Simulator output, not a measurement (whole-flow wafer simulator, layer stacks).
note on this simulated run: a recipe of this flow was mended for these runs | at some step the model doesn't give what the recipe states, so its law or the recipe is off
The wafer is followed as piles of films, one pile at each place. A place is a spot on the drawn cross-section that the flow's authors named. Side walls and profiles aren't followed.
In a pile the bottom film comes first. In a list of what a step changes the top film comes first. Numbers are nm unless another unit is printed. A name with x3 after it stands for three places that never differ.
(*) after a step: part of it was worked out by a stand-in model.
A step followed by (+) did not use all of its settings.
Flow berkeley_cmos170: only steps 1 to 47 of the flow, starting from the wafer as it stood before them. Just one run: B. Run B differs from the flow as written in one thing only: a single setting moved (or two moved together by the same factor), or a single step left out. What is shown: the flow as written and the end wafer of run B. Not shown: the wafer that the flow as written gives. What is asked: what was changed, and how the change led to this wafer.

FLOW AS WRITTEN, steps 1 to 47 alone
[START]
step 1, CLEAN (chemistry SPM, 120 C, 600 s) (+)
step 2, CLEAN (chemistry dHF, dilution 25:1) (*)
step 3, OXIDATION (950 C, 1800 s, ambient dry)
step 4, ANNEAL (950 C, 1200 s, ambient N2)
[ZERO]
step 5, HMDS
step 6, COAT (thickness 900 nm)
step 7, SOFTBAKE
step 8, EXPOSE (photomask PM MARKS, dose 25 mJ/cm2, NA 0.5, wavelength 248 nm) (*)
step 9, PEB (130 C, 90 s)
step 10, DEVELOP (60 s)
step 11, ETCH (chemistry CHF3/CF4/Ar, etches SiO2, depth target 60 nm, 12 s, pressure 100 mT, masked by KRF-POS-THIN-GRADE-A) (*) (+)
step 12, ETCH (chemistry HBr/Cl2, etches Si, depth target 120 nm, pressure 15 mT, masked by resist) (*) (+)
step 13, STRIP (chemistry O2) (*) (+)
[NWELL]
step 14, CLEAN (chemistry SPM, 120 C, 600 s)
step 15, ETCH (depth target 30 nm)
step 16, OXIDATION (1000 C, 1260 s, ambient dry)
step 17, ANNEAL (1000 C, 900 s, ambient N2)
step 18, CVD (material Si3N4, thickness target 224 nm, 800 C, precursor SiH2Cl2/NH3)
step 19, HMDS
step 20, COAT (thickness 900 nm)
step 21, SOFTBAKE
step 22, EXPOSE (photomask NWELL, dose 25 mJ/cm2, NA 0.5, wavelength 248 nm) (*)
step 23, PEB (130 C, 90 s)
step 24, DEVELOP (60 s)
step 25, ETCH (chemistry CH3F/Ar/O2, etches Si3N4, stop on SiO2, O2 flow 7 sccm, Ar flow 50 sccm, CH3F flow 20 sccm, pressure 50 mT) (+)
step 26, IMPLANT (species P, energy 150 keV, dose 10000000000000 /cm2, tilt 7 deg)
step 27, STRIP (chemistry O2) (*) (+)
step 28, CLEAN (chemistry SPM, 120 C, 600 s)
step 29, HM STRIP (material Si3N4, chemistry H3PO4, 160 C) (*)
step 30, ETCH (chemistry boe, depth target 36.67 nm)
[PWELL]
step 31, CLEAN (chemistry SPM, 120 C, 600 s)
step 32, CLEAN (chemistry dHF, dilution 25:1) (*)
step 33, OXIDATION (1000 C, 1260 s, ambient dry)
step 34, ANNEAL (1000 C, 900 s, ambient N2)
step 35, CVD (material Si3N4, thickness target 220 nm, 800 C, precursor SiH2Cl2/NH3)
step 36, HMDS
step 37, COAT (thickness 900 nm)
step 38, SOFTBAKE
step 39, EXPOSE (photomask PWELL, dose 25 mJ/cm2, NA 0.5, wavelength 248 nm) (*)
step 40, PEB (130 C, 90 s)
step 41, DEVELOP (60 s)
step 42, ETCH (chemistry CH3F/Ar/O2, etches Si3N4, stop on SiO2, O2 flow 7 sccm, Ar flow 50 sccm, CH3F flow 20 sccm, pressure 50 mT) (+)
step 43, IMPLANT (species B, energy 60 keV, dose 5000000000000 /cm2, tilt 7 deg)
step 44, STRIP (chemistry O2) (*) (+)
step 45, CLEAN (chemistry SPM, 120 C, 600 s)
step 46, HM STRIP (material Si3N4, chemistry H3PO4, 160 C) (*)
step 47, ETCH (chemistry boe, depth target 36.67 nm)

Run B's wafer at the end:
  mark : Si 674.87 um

Cause: step 12, ETCH: depth target 95 nm was run, whereas the flow has depth target 120 nm.

The path from the change to this, step by step:
  step 12, ETCH (chemistry HBr/Cl2, etches Si, depth target 120 nm, pressure 15 mT, masked by resist) (*) (+)
      field x9, sd_p x3: -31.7 KrF-resist (as written it would have been: -40 KrF-resist)
      mark: -95 Si (as written it would have been: -120 Si)
